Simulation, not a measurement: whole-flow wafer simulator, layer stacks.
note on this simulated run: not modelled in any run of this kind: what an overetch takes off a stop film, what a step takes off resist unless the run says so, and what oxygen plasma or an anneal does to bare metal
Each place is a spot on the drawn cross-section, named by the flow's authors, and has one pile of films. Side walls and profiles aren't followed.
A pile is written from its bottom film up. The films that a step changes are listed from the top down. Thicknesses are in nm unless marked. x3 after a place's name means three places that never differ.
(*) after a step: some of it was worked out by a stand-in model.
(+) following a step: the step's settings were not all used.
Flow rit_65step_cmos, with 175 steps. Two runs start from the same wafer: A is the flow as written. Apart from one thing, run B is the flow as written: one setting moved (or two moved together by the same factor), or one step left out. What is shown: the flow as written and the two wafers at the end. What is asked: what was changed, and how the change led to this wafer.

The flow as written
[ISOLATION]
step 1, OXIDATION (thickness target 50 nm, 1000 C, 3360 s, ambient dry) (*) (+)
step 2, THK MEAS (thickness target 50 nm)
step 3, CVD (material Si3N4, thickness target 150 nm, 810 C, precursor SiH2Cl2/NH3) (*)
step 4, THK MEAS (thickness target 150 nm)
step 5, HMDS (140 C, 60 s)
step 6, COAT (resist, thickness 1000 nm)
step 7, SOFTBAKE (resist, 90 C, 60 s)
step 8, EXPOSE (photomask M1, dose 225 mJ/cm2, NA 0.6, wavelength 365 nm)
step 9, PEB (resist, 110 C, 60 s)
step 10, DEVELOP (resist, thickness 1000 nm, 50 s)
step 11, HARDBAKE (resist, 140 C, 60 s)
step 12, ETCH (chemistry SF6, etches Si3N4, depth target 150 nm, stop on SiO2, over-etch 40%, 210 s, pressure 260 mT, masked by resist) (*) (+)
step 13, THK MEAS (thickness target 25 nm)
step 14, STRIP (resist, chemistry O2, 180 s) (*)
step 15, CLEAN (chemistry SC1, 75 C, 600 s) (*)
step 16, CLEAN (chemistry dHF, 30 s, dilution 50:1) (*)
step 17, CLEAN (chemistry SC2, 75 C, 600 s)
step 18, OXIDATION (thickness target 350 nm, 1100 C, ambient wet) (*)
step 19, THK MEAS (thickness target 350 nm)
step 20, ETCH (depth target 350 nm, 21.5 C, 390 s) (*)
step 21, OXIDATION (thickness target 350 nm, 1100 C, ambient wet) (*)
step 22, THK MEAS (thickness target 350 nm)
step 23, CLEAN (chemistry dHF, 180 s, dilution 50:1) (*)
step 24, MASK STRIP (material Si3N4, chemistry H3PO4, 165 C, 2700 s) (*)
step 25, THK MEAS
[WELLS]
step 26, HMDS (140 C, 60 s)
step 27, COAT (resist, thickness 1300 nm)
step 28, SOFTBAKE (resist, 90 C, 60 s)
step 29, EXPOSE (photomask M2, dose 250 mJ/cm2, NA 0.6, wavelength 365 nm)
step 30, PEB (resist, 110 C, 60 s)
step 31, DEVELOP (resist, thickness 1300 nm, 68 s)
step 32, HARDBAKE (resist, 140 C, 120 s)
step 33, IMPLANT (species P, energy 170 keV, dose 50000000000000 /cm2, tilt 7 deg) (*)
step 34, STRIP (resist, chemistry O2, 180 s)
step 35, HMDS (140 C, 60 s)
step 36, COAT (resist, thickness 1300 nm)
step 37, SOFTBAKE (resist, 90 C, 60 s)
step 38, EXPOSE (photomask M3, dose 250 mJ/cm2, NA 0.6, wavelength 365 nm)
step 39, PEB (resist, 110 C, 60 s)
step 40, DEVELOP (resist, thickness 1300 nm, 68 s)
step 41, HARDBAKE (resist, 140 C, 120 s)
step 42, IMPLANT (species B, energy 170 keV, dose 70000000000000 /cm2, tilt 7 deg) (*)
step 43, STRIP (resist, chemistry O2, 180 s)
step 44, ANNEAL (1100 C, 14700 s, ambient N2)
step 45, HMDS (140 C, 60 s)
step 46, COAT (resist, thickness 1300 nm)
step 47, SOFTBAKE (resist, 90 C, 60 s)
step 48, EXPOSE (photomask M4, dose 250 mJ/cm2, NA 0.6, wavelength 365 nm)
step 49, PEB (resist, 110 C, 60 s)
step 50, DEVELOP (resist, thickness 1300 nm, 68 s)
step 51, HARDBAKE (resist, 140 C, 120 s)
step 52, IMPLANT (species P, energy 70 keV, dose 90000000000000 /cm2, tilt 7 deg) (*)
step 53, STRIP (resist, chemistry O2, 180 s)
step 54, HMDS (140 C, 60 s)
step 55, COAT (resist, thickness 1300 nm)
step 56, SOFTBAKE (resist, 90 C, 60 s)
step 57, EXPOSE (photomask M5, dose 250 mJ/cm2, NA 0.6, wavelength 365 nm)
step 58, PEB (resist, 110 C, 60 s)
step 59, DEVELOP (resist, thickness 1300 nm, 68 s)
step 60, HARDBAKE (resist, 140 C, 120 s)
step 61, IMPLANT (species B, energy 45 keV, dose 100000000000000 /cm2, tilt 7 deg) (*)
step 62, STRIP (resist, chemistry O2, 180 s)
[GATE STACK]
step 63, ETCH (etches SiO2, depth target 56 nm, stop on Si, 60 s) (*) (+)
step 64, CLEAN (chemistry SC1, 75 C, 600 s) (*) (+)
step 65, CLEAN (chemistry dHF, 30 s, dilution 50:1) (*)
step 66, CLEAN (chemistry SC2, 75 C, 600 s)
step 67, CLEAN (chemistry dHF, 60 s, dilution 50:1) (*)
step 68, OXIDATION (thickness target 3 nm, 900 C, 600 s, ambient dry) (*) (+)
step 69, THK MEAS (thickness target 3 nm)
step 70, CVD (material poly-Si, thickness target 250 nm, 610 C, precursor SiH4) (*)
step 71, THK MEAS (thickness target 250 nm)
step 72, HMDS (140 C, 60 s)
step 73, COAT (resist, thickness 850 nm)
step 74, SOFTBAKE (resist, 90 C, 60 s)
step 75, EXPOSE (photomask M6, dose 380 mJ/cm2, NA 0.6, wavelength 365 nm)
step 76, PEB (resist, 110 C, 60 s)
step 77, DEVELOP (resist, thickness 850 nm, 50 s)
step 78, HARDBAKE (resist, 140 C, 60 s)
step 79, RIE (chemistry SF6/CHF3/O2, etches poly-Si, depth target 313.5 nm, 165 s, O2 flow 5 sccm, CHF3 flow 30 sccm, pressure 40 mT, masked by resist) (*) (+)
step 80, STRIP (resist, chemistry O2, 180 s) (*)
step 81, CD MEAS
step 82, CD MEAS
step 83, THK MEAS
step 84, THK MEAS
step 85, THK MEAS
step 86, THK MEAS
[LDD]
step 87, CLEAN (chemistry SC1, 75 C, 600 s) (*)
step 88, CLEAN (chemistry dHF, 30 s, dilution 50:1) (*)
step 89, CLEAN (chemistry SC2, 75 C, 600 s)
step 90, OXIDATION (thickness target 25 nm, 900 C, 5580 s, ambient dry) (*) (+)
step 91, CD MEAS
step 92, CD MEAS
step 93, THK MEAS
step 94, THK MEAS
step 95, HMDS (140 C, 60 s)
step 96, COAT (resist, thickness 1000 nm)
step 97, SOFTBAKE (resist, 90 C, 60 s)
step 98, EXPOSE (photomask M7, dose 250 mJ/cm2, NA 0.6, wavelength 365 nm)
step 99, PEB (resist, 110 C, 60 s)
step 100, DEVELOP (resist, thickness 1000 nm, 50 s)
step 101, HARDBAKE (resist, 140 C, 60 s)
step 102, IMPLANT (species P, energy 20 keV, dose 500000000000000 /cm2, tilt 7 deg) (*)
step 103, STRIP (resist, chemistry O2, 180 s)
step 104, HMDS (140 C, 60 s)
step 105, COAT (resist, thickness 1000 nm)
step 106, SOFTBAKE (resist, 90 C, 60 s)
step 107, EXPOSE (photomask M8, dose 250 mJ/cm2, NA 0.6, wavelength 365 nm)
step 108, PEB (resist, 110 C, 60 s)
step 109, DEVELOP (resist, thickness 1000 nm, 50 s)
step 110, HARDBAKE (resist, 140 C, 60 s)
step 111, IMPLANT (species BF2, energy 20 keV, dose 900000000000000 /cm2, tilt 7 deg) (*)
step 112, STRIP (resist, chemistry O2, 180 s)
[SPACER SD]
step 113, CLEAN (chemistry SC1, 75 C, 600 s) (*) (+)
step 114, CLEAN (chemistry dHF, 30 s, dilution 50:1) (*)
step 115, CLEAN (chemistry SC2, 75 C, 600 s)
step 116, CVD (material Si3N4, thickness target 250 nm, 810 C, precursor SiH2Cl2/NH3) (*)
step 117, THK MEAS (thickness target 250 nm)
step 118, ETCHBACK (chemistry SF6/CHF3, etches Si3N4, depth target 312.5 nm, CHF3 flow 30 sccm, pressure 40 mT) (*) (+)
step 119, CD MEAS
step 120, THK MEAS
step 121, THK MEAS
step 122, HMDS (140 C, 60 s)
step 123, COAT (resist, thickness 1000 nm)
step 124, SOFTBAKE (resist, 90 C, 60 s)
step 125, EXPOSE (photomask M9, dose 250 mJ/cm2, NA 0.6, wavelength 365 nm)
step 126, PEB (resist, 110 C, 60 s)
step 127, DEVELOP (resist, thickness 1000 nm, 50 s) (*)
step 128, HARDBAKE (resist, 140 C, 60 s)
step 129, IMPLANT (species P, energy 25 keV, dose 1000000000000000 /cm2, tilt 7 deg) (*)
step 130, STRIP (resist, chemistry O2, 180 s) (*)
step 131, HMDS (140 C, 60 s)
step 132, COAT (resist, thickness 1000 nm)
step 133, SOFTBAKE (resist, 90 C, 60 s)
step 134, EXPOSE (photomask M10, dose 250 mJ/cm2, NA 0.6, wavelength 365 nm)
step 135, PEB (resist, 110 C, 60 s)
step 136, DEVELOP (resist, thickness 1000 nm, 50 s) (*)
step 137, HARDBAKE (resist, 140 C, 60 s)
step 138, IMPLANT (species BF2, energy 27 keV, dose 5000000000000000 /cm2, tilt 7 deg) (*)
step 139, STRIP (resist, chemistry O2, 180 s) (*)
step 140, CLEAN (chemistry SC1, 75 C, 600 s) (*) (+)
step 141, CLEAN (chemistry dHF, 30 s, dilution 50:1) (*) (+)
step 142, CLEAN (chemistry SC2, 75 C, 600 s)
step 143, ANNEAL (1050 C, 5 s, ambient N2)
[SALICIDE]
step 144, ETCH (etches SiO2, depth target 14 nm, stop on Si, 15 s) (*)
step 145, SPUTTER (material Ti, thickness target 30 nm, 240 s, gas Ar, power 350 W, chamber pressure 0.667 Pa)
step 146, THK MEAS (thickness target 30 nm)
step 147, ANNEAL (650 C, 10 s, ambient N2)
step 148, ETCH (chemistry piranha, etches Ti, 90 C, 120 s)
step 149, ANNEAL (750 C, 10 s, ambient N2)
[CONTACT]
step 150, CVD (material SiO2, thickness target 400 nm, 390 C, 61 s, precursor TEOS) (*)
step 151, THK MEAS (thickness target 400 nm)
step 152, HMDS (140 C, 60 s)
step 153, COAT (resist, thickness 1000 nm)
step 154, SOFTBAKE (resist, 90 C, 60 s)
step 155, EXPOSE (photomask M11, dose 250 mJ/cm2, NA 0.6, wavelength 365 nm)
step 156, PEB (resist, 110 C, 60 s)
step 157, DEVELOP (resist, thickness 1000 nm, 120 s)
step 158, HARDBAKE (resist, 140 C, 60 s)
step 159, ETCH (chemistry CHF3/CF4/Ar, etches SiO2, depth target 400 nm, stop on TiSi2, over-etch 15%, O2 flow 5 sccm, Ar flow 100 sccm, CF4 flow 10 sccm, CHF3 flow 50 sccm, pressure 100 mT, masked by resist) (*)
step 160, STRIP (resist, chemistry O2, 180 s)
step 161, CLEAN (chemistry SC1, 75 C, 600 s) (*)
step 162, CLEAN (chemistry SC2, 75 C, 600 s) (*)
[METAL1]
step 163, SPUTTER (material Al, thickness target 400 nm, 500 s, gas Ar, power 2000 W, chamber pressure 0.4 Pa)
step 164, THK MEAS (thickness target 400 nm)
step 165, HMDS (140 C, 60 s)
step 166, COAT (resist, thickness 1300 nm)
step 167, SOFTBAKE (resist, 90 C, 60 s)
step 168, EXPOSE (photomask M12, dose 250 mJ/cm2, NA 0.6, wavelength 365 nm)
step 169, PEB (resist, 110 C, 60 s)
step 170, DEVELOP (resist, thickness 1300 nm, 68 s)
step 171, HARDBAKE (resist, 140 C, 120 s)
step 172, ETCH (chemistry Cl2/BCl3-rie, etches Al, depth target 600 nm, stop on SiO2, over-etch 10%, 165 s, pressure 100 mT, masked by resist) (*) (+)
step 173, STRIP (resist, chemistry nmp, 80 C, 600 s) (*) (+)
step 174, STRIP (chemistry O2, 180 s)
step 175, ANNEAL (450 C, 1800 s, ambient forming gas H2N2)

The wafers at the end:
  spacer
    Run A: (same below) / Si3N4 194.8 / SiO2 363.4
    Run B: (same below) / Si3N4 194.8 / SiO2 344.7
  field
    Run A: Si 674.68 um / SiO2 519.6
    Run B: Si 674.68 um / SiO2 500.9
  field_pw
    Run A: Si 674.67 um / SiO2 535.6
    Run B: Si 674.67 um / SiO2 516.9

Cause: step 163, SPUTTER: thickness target 250 nm was run, whereas the flow has thickness target 400 nm; step 163, SPUTTER: 312 s was run, where the flow has 500 s.

Step by step, how the change led to this:
  step 163, SPUTTER (material Al, thickness target 400 nm, 500 s, gas Ar, power 2000 W, chamber pressure 0.4 Pa)
      field, field_p, spacer, spacer_p: A +400 Al (new film) | B +250 Al (new film)
      gate_n, gate_p: A +396 Al (new film) | B +250 Al (new film)
      (as well as at 2 more places)
  step 172, ETCH (chemistry Cl2/BCl3-rie, etches Al, depth target 600 nm, stop on SiO2, over-etch 10%, 165 s, pressure 100 mT, masked by resist) (*) (+)
      field, spacer, spacer_p: A -400 Al (all of it), -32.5 SiO2 | B -250 Al (all of it), -51.2 SiO2
      gate_n, gate_p: A -396 Al (all of it), -33 SiO2 | B -250 Al (all of it), -51.2 SiO2
      (as well as at 3 more places)
